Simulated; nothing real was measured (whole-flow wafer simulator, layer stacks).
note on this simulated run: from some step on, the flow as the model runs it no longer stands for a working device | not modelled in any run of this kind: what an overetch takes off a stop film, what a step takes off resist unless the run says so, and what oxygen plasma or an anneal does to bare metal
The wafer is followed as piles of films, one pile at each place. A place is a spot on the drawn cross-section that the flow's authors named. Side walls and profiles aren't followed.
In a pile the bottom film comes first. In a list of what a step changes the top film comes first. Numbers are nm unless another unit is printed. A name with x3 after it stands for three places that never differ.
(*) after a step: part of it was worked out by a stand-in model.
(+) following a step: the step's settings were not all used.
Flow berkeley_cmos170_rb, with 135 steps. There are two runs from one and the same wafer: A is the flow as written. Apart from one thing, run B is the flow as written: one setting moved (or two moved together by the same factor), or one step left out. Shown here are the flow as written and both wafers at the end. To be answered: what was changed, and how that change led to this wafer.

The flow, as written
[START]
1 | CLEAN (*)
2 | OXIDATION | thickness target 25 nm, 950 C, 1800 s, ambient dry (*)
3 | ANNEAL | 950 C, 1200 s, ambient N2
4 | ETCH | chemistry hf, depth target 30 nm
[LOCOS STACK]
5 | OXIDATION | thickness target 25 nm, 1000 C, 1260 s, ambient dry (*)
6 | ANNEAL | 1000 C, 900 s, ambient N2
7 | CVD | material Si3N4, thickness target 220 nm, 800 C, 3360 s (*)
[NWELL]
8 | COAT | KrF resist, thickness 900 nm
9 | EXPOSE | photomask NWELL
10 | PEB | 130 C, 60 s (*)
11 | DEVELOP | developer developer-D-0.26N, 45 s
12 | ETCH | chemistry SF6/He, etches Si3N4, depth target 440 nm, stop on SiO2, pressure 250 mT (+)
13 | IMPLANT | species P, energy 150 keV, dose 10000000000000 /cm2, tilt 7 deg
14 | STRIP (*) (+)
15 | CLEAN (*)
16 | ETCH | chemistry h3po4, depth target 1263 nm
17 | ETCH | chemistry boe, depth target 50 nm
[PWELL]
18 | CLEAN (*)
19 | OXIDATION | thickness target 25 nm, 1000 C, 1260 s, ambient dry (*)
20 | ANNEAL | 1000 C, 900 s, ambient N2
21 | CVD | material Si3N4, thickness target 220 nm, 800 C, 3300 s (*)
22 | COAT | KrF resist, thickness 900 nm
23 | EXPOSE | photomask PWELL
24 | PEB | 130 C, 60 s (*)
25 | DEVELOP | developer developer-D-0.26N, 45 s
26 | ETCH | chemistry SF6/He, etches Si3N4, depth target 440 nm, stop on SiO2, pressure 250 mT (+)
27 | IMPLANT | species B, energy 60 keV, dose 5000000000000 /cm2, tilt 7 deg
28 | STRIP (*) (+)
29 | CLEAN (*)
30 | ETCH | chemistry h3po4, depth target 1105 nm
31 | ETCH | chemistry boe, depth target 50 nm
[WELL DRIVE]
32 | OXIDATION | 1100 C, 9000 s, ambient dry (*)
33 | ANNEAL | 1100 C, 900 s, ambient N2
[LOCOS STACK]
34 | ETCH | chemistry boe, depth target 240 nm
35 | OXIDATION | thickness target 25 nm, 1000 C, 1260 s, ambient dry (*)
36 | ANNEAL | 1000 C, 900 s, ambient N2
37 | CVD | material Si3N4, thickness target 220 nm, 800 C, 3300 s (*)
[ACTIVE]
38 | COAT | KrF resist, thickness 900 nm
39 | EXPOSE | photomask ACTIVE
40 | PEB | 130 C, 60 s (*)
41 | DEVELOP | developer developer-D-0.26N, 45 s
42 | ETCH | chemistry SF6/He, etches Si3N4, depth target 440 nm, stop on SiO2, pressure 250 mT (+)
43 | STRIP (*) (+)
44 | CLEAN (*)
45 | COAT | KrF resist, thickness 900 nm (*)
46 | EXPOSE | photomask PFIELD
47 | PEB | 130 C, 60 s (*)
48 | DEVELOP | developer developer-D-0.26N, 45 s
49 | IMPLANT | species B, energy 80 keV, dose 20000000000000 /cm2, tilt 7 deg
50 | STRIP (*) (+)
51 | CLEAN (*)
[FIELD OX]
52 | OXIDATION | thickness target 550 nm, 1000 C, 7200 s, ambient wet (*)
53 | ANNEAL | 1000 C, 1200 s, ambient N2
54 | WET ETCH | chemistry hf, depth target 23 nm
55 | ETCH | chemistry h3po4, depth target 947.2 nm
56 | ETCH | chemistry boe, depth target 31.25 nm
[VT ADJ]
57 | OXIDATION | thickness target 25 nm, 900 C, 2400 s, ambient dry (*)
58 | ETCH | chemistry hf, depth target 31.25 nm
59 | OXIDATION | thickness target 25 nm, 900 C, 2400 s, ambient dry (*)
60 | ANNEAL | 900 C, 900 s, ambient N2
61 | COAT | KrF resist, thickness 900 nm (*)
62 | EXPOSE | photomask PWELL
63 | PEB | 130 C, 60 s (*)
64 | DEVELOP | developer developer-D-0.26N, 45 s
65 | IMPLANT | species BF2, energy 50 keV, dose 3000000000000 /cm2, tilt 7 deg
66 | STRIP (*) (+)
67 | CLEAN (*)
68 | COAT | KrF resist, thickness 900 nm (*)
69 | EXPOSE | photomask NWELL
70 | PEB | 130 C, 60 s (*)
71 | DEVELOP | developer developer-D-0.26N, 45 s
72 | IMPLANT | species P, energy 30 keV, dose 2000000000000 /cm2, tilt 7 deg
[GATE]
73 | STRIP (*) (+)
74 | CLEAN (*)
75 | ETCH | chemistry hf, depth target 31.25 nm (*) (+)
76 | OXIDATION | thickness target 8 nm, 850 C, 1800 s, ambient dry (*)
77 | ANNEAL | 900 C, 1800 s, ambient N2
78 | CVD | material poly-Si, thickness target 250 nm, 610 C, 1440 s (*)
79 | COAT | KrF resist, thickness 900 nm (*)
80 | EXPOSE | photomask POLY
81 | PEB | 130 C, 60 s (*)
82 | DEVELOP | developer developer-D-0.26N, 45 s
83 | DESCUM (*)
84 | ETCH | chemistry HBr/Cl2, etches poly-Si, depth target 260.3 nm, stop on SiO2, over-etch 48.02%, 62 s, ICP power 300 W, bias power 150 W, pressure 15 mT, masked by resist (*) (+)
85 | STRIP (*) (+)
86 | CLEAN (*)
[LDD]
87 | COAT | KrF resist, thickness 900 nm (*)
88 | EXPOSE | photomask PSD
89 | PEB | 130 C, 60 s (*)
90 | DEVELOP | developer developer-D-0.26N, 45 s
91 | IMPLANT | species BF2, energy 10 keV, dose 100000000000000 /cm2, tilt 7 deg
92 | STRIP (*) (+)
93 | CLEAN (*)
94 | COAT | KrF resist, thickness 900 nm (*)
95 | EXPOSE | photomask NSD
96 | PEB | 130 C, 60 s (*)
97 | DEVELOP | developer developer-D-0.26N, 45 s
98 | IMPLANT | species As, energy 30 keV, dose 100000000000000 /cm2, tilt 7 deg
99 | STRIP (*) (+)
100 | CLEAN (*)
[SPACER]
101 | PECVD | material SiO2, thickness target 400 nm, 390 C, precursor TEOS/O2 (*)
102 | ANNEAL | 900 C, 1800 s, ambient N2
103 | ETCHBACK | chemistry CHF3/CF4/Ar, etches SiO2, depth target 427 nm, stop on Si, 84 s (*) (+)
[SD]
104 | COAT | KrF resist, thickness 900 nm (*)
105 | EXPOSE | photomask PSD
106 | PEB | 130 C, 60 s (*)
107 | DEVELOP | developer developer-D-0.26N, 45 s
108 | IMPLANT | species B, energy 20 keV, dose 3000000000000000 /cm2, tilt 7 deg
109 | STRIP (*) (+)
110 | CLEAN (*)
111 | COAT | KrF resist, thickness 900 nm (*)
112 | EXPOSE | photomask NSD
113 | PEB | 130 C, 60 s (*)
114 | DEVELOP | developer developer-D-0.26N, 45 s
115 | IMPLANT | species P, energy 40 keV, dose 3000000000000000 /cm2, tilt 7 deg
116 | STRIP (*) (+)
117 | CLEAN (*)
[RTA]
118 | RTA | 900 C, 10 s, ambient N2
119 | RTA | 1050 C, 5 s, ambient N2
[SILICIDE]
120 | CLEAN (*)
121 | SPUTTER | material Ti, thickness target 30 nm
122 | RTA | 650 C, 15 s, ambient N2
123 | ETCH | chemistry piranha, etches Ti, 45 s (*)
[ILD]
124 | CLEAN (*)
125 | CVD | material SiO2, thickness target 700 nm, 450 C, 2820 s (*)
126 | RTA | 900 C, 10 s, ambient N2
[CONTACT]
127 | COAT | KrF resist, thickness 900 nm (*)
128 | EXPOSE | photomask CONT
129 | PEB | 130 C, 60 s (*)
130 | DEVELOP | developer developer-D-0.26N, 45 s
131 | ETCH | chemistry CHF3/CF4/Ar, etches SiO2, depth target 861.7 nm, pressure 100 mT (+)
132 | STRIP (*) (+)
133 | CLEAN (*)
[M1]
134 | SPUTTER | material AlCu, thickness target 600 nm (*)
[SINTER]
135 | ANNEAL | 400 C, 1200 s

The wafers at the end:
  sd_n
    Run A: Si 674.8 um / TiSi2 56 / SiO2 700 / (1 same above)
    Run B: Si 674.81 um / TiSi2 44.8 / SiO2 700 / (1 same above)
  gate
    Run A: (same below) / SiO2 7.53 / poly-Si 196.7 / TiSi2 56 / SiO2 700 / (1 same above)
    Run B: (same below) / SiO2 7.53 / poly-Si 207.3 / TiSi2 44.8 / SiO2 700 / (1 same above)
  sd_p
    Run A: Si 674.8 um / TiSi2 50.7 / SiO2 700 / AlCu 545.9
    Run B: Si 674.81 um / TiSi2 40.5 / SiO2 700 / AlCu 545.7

Cause: step 121, SPUTTER: thickness target 24 nm was run, while the flow as written has thickness target 30 nm.

How this came from the change, step by step:
  121 | SPUTTER | material Ti, thickness target 30 nm
      field, sd_n, spacer_n, gate, spacer_p, gate_p, contact, m1: A +30 Ti (new film) | B +24 Ti (new film)
      sd_p: A +27.1 Ti (new film) | B +21.7 Ti (new film)
  122 | RTA | 650 C, 15 s, ambient N2
      sd_n, contact, m1: A -23.4 Ti, +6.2 TiSi first (new film), +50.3 TiSi2 C49 (new film), -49 Si | B -18.7 Ti, +47.6 TiSi2 C49 (new film), -42.5 Si
      gate, gate_p: A -23.4 Ti, +6.2 TiSi first (new film), +50.3 TiSi2 C49 (new film), -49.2 poly-Si | B -18.7 Ti, +47.6 TiSi2 C49 (new film), -42.7 poly-Si
      (as well as at 1 more place)
  123 | ETCH | chemistry piranha, etches Ti, 45 s (*)
      sd_n, gate, gate_p, contact, m1: A -6.6 Ti (all of it) | B -5.28 Ti (all of it)
      field, spacer_n, spacer_p: A -30 Ti (all of it) | B -24 Ti (all of it)
      (as well as at 1 more place)
  126 | RTA | 900 C, 10 s, ambient N2
      sd_n, contact, m1: A under 1 film: +56 TiSi2 (new film), -6.2 TiSi first (all of it), -50.3 TiSi2 C49 (all of it), -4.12 Si | B under 1 film: +44.8 TiSi2 (new film), -47.6 TiSi2 C49 (all of it)
      gate, gate_p: A under 1 film: +56 TiSi2 (new film), -6.2 TiSi first (all of it), -50.3 TiSi2 C49 (all of it), -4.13 poly-Si | B under 1 film: +44.8 TiSi2 (new film), -47.6 TiSi2 C49 (all of it)
      (as well as at 1 more place)
